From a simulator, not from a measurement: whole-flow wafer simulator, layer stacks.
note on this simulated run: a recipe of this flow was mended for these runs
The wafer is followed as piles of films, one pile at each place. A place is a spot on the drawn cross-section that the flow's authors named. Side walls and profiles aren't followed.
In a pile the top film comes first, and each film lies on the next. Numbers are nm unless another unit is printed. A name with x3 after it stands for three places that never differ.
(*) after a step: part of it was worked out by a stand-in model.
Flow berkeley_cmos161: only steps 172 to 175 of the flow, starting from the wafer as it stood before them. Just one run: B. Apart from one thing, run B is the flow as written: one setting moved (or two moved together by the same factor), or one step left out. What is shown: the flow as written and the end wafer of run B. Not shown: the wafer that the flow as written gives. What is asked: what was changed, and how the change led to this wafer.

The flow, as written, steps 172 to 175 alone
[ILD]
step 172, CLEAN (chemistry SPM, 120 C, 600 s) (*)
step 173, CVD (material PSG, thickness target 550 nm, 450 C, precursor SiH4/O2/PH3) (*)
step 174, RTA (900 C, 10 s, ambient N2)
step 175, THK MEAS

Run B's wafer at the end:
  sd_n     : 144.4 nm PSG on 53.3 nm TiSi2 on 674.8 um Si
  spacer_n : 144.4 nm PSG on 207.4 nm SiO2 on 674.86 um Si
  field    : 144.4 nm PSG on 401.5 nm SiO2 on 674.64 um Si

Cause: step 173, CVD: 315 C was run, whereas the flow has 450 C.

The path from the change to this, step by step:
  step 173, CVD (material PSG, thickness target 550 nm, 450 C, precursor SiH4/O2/PH3) (*)
      field, sd_n, spacer_n, gate_n, spacer_p, gate_p, contact x2: +144.4 PSG (new film) (it would be, as written: +550 PSG (new film))
      sd_p: +138.6 PSG (new film) (it would be, as written: +522.4 PSG (new film))
